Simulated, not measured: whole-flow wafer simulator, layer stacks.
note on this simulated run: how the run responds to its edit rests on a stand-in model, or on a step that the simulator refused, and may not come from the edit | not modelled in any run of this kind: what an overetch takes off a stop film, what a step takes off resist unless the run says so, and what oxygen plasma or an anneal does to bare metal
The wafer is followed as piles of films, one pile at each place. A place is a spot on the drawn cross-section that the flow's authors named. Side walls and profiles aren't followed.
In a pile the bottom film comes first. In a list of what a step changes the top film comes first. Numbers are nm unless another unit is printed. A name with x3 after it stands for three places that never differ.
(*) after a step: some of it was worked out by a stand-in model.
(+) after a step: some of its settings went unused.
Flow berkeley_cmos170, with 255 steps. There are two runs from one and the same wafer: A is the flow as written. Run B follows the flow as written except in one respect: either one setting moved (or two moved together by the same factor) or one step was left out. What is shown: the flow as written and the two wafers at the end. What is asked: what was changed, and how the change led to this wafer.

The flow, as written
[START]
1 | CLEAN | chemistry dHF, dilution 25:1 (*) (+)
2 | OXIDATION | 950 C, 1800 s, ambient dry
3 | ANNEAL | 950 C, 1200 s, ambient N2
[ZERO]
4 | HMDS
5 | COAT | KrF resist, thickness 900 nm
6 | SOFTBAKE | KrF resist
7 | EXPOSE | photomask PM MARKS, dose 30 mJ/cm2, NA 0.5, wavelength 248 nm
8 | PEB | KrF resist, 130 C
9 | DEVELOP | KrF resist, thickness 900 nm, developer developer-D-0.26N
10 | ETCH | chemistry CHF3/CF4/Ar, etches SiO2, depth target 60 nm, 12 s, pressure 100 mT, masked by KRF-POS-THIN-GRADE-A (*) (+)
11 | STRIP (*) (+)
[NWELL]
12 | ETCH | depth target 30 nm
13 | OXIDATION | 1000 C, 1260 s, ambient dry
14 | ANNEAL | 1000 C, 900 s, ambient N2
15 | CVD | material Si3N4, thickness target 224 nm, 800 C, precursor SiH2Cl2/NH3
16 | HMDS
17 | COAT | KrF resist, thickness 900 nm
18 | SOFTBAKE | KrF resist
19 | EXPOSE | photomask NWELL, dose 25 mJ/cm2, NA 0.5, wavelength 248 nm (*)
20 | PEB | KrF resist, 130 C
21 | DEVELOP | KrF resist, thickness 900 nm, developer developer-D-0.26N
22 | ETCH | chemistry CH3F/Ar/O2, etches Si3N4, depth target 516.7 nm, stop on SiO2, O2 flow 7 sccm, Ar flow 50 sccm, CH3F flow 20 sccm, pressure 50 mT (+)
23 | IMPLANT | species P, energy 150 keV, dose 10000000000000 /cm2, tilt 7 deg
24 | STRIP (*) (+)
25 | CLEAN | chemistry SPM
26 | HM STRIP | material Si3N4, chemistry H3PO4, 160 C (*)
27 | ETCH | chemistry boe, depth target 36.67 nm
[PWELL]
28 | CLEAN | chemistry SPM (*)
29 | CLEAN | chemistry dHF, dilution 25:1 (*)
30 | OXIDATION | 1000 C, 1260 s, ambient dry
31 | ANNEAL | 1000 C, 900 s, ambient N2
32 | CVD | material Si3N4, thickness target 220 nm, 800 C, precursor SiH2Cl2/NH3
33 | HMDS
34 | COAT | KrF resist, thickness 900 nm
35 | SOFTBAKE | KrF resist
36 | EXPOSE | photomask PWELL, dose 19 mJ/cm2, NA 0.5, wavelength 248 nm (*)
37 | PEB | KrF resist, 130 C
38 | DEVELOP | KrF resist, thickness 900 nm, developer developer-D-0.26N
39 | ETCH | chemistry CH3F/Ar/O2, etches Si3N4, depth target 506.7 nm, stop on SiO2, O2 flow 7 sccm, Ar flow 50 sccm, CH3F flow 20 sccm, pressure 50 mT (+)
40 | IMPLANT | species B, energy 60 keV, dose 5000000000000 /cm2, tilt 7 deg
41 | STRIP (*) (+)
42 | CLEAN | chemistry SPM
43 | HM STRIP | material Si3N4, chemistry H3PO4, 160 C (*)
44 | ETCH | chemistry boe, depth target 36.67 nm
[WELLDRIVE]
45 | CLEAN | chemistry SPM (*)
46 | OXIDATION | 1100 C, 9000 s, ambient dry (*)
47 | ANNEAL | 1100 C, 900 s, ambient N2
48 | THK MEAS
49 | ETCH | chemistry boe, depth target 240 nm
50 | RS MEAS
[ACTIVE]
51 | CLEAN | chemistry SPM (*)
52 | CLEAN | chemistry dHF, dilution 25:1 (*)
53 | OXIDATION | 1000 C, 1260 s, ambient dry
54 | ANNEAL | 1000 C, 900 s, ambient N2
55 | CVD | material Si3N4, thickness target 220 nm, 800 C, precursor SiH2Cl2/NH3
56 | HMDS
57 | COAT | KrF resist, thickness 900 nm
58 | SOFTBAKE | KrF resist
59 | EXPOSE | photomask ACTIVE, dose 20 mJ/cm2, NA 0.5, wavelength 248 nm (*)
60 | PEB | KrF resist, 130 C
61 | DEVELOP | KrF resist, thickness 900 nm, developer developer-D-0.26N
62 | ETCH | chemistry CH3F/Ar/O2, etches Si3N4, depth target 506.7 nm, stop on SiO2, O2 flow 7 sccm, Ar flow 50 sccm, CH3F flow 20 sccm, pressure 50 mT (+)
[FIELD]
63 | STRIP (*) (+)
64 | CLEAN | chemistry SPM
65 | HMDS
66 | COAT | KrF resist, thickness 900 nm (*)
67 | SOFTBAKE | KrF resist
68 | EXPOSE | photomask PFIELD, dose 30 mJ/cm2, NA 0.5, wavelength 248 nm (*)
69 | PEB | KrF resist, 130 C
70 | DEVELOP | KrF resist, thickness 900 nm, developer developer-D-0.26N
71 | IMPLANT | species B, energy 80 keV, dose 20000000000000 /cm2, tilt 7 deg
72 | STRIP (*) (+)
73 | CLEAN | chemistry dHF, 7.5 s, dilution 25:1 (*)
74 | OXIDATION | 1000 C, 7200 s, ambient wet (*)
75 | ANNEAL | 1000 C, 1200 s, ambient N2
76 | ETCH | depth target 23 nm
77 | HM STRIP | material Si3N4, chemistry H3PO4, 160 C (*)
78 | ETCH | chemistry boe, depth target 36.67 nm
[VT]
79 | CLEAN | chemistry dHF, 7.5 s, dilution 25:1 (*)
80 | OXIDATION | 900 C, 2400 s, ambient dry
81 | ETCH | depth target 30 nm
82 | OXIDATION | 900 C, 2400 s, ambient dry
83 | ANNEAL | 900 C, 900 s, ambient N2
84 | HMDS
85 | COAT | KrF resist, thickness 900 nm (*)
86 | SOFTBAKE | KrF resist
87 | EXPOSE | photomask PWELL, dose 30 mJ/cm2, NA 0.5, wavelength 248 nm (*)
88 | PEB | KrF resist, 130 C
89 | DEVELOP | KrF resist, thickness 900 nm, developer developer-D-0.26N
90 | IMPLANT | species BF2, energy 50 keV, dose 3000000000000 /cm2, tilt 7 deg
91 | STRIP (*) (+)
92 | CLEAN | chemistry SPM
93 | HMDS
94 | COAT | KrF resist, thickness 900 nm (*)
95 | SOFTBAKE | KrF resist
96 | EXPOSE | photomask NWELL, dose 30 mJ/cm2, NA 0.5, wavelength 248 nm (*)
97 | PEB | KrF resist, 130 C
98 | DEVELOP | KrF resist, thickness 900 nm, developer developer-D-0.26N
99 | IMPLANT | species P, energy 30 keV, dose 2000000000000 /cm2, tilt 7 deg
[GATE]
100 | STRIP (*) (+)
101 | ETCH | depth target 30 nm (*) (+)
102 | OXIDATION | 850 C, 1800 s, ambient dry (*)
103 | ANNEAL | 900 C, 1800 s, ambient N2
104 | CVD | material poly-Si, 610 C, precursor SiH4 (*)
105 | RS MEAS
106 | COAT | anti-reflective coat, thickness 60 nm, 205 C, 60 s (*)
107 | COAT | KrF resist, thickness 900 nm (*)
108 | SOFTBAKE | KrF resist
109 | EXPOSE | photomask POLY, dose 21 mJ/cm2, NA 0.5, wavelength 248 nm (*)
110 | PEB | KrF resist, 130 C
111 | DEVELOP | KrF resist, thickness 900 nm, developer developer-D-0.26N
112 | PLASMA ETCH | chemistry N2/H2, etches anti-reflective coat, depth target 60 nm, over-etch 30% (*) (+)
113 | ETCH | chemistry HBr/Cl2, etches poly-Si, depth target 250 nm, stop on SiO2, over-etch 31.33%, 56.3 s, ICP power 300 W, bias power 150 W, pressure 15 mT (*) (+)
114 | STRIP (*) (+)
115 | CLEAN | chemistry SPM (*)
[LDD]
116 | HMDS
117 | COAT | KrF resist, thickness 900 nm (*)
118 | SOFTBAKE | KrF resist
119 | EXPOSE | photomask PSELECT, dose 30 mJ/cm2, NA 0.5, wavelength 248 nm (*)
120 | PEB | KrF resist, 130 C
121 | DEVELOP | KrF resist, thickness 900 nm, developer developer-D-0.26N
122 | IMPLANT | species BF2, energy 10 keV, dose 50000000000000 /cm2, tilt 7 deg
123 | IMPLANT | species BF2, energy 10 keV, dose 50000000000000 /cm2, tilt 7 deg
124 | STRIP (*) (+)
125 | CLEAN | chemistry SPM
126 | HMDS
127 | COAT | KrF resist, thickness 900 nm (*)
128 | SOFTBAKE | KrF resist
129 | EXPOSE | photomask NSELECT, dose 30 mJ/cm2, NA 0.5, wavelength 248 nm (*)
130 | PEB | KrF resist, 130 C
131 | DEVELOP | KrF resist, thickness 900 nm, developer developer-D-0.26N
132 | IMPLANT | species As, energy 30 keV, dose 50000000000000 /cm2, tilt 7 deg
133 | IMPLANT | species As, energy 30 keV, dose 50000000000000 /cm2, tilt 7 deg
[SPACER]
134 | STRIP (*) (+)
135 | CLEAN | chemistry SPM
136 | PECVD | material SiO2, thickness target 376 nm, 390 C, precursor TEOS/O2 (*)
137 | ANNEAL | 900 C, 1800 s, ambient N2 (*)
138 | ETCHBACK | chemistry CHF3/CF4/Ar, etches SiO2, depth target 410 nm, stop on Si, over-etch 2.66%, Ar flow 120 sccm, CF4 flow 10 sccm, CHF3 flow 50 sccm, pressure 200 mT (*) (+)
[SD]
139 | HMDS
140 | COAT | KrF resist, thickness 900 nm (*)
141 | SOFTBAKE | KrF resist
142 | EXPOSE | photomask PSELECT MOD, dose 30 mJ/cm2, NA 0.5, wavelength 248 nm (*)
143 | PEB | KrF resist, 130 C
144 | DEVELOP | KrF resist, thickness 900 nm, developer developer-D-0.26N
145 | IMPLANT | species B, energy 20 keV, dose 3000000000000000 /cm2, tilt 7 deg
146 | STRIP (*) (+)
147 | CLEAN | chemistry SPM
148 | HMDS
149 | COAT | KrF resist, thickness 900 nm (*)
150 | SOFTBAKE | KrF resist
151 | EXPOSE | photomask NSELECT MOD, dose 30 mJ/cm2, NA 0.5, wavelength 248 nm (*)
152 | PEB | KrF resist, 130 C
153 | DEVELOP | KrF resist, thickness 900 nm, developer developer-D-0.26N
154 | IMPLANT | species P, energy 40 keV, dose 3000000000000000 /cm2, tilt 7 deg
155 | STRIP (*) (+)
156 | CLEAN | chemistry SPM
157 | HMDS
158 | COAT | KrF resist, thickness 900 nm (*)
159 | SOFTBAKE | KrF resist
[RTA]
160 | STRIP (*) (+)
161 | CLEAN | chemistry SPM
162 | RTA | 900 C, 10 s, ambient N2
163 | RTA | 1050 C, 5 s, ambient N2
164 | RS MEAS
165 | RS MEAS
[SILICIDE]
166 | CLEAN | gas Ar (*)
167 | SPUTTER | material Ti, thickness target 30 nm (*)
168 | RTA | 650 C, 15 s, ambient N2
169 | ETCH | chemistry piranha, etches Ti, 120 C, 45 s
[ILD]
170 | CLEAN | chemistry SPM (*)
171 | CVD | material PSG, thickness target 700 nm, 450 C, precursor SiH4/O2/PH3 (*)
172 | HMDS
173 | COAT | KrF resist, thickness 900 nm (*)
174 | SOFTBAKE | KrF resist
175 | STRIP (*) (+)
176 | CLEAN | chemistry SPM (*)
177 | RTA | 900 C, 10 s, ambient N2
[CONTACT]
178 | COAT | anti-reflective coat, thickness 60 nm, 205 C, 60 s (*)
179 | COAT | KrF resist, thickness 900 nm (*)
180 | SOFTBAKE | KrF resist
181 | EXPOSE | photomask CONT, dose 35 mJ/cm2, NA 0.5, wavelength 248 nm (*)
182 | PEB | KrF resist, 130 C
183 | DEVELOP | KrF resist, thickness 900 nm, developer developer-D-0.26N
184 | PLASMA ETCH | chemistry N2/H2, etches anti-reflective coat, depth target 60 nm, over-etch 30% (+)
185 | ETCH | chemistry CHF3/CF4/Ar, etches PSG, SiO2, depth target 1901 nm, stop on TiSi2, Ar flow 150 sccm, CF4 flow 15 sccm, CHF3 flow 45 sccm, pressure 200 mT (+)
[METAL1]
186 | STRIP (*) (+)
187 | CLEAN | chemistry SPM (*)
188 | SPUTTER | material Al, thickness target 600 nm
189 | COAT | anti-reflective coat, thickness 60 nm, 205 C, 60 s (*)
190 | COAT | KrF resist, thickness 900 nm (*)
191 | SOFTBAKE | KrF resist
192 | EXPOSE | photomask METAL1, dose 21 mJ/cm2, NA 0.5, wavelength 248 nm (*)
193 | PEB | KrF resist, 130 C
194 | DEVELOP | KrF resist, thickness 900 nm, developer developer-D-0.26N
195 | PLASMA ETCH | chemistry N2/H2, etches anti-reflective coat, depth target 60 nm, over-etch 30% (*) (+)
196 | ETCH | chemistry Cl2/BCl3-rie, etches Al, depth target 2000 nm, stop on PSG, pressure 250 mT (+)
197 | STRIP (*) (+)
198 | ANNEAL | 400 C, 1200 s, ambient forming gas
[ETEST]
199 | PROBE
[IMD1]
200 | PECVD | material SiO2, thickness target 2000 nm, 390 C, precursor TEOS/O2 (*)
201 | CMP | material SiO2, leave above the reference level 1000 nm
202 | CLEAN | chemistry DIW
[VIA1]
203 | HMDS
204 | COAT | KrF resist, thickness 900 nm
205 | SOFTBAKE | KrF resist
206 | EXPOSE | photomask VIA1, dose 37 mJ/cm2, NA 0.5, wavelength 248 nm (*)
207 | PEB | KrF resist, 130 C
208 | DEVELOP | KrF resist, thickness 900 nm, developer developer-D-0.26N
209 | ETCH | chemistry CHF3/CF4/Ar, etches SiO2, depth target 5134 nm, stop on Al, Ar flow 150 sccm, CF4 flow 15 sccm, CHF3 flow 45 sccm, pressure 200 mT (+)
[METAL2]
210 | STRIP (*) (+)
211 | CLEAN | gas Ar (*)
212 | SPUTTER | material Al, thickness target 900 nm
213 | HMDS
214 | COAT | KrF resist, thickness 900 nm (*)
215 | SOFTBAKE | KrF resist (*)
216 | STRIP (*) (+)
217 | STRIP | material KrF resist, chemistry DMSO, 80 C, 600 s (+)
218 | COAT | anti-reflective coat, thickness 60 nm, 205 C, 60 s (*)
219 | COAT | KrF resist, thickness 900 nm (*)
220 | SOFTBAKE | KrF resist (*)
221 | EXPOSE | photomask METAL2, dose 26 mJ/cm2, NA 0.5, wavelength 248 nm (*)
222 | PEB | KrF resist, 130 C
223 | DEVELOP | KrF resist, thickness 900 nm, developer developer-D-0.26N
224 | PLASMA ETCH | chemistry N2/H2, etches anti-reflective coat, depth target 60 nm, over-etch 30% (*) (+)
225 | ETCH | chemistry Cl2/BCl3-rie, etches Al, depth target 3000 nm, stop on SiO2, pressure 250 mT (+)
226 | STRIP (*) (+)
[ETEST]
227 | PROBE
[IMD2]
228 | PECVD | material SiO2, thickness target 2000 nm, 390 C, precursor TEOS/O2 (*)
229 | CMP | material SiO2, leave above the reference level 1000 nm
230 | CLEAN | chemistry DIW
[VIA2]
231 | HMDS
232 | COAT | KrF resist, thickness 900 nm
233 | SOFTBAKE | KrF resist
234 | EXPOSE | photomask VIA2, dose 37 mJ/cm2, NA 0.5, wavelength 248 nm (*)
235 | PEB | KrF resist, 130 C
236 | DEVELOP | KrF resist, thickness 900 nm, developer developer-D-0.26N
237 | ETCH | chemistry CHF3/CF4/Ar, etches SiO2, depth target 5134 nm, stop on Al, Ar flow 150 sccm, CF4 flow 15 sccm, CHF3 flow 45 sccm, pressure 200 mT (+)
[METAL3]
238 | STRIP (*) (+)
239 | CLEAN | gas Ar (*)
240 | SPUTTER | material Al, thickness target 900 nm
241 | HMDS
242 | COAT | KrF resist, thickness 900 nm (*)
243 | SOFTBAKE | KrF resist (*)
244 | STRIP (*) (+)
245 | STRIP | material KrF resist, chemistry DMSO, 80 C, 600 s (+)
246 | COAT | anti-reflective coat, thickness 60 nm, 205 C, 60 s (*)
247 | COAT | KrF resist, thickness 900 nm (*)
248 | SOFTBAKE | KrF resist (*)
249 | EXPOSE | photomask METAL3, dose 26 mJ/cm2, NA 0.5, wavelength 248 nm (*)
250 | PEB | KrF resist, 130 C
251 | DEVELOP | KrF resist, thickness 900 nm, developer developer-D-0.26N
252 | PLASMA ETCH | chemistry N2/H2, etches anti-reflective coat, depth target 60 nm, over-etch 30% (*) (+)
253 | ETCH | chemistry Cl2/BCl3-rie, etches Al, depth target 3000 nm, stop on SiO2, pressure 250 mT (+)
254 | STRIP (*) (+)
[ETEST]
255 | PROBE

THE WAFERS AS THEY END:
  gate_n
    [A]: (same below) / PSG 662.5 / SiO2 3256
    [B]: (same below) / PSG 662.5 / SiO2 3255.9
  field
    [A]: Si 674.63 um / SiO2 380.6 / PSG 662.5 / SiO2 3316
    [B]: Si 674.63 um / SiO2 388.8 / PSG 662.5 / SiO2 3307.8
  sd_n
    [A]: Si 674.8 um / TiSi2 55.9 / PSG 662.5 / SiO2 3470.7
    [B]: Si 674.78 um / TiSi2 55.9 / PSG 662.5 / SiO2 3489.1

Cause: step 55, CVD: 657 C was run, though the flow has 800 C.

Step by step, how the change led to this:
  55 | CVD | material Si3N4, thickness target 220 nm, 800 C, precursor SiH2Cl2/NH3
      field, sd_n, spacer_n and 9 more: A +220 Si3N4 (new film) | B +16.7 Si3N4 (new film)
  62 | ETCH | chemistry CH3F/Ar/O2, etches Si3N4, depth target 506.7 nm, stop on SiO2, O2 flow 7 sccm, Ar flow 50 sccm, CH3F flow 20 sccm, pressure 50 mT (+)
      sd_n, spacer_n, gate_n and 8 more: A -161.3 KrF resist | B -25.8 KrF resist
      field: A -220 Si3N4 (all of it), -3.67 SiO2 | B -16.7 Si3N4 (all of it), -3.67 SiO2
  63 | STRIP (*) (+)
      sd_n, spacer_n, gate_n and 8 more: A -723 KrF resist (all of it) | B -858.6 KrF resist (all of it)
  66 | COAT | KrF resist, thickness 900 nm (*)
      field: A +957.2 KrF resist (new film) | B +905.1 KrF resist (new film)
      sd_n: A +784.1 KrF resist (new film) | B +888.9 KrF resist (new film)
      (and at 10 other places as well)
  70 | DEVELOP | KrF resist, thickness 900 nm, developer developer-D-0.26N
      field: A -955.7 KrF resist (all of it) | B -903.6 KrF resist (all of it)
  72 | STRIP (*) (+)
      sd_n: A -768.6 KrF resist (all of it) | B -873.3 KrF resist (all of it)
      spacer_n: A -804.7 KrF resist (all of it) | B -876.7 KrF resist (all of it)
      (and at 9 other places as well)
  74 | OXIDATION | 1000 C, 7200 s, ambient wet (*)
      sd_n, sd_p: A +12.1 SiO2 (new film), -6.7 Si3N4, +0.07 SiO2, -0.07 Si | B +12.1 SiO2 (new film), -6.7 Si3N4, +55.6 SiO2, -25.1 Si
  77 | HM STRIP | material Si3N4, chemistry H3PO4, 160 C (*)
      sd_n, spacer_n, gate_n and 8 more: A -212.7 Si3N4 (all of it), -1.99 SiO2 | B -9.41 Si3N4 (all of it), -0.09 SiO2
      field: A -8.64 SiO2 | B -0.38 SiO2
  78 | ETCH | chemistry boe, depth target 36.67 nm
      sd_n, sd_p: A -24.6 SiO2 (all of it) | B -36.7 SiO2
      spacer_n, gate_n, spacer_p and 6 more: A -24.6 SiO2 (all of it) | B -26.5 SiO2 (all of it)
  79 | CLEAN | chemistry dHF, 7.5 s, dilution 25:1 (*)
      sd_n, sd_p: A nothing | B -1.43 SiO2
  80 | OXIDATION | 900 C, 2400 s, ambient dry
      sd_n, sd_p: A +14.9 SiO2 (new film), -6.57 Si | B +5.78 SiO2, -2.55 Si
  81 | ETCH | depth target 30 nm
      sd_n, sd_p: A -14.9 SiO2 (all of it) | B -30 SiO2
  82 | OXIDATION | 900 C, 2400 s, ambient dry
      sd_n, sd_p: A +14.9 SiO2 (new film), -6.57 Si | B +9.02 SiO2, -3.97 Si
  101 | ETCH | depth target 30 nm (*) (+)
      sd_n, sd_p: A -14.9 SiO2 (all of it) | B -28.8 SiO2 (all of it)
  106 | COAT | anti-reflective coat, thickness 60 nm, 205 C, 60 s (*)
      sd_n: A +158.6 anti-reflective coat (new film) | B +190.6 anti-reflective coat (new film)
      spacer_n: A +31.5 anti-reflective coat (new film) | B +20.2 anti-reflective coat (new film)
      (and at 5 other places as well)
  112 | PLASMA ETCH | chemistry N2/H2, etches anti-reflective coat, depth target 60 nm, over-etch 30% (*) (+)
      field: A -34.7 anti-reflective coat (all of it), -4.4 poly-Si | B -35.3 anti-reflective coat (all of it), -5.45 poly-Si
      sd_n: A -158.6 anti-reflective coat (all of it), -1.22 poly-Si | B -190.6 anti-reflective coat (all of it), -1.47 poly-Si
      (and at 8 other places as well)
  ... 18 further steps ...
  201 | CMP | material SiO2, leave above the reference level 1000 nm
      sd_n: A -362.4 SiO2 | B -343.9 SiO2
      sd_p: A -335.3 SiO2 | B -313.4 SiO2
      (and at 1 other place as well)
